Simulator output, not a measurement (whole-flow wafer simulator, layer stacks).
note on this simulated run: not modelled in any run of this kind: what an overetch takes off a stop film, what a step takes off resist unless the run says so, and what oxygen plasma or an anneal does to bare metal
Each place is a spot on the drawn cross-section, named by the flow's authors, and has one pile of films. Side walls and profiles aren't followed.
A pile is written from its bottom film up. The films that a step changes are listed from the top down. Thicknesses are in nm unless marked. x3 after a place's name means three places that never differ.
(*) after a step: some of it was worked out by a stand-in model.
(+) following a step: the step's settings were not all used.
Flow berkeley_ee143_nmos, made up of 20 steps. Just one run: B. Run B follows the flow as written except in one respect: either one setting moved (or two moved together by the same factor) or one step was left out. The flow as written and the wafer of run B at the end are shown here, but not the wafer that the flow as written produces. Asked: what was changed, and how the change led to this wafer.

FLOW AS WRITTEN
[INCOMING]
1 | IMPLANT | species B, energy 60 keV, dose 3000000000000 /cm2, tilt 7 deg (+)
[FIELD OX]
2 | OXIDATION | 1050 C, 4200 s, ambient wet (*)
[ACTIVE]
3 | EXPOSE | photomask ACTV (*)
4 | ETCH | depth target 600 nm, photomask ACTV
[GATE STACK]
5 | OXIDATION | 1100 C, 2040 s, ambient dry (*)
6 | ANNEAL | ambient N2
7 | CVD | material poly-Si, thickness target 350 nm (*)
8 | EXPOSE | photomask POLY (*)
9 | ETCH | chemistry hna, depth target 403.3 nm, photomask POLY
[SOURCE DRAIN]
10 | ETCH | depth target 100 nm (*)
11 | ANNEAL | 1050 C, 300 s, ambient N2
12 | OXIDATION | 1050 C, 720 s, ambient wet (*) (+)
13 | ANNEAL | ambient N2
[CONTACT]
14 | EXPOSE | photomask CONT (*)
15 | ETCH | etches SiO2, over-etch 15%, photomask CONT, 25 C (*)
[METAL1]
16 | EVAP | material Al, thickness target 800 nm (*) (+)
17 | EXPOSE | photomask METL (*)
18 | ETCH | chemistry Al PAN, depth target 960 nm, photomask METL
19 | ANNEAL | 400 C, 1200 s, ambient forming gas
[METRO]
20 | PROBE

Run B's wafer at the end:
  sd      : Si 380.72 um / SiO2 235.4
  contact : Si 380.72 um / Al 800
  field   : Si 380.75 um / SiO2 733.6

Cause: step 9, ETCH: depth target 281.5 nm was run, while the flow as written has depth target 403.3 nm.

How this came from the change, step by step:
  9 | ETCH | chemistry hna, depth target 403.3 nm, photomask POLY
      sd, contact, field: poly-Si loses 281.5 (in the flow as written it would be: poly-Si loses 350 (all of it))
  10 | ETCH | depth target 100 nm (*)
      sd, contact: nothing (in the flow as written it would be: SiO2 loses 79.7 (all of it))
      field: nothing (in the flow as written it would be: SiO2 loses 100)
  12 | OXIDATION | 1050 C, 720 s, ambient wet (*) (+)
      sd, contact: poly-Si loses 68.5 (all of it), SiO2 gains 155.7 (in the flow as written it would be: SiO2 gains 189.4 (new film), Si loses 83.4)
      field: poly-Si loses 68.5 (all of it), SiO2 gains 155.7 (in the flow as written it would be: SiO2 gains 69.1, Si loses 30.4)
  15 | ETCH | etches SiO2, over-etch 15%, photomask CONT, 25 C (*)
      contact: SiO2 loses 235.4 (all of it) (in the flow as written it would be: SiO2 loses 189.4 (all of it))
